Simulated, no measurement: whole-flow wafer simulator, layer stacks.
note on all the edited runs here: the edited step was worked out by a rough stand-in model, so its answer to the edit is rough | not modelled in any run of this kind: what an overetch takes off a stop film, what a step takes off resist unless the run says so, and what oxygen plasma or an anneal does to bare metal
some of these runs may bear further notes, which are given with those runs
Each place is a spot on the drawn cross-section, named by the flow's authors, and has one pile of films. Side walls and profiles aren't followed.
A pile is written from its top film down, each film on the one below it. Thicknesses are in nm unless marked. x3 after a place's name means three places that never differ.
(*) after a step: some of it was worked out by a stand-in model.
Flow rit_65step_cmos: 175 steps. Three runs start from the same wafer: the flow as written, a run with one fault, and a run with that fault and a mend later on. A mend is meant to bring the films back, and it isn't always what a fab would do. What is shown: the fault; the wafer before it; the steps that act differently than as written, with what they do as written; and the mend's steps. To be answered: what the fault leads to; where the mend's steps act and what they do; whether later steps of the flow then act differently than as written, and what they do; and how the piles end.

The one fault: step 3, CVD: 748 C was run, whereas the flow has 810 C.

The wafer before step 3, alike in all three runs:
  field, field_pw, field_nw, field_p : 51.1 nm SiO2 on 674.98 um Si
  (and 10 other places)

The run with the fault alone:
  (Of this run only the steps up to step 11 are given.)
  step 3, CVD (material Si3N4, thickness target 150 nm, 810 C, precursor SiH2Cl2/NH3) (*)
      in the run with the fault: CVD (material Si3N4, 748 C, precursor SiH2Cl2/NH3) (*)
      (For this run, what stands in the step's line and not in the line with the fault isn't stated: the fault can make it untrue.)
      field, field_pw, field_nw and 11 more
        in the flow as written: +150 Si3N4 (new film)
        in the run with the fault: +57.6 Si3N4 (new film)
  Later steps of the flow up to step 11 that are run all act as written at every place that is followed.
  After step 11, at field, field_pw, field_nw and 11 more, the piles differ from the flow's by more than 2% or 0.5 nm, whichever is larger.
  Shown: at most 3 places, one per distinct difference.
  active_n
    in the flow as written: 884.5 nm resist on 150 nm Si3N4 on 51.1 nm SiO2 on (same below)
    in the run with the fault: 884.5 nm resist on 57.6 nm Si3N4 on 51.1 nm SiO2 on (same below)
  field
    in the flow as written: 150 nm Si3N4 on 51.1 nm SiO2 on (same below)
    in the run with the fault: 57.6 nm Si3N4 on 51.1 nm SiO2 on (same below)

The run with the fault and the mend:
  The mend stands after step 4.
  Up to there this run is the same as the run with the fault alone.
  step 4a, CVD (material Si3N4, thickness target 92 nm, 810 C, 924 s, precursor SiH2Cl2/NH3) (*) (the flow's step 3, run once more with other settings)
      field, field_pw, field_nw and 11 more
        +92 Si3N4
  Later steps of the flow that are run all act as written at every place that is followed, up to a difference of at most 2% or 0.5 nm, whichever is larger.
  The piles end only slightly different from the flow's at the places that both follow, by no more than 2% or 0.5 nm, whichever is larger.
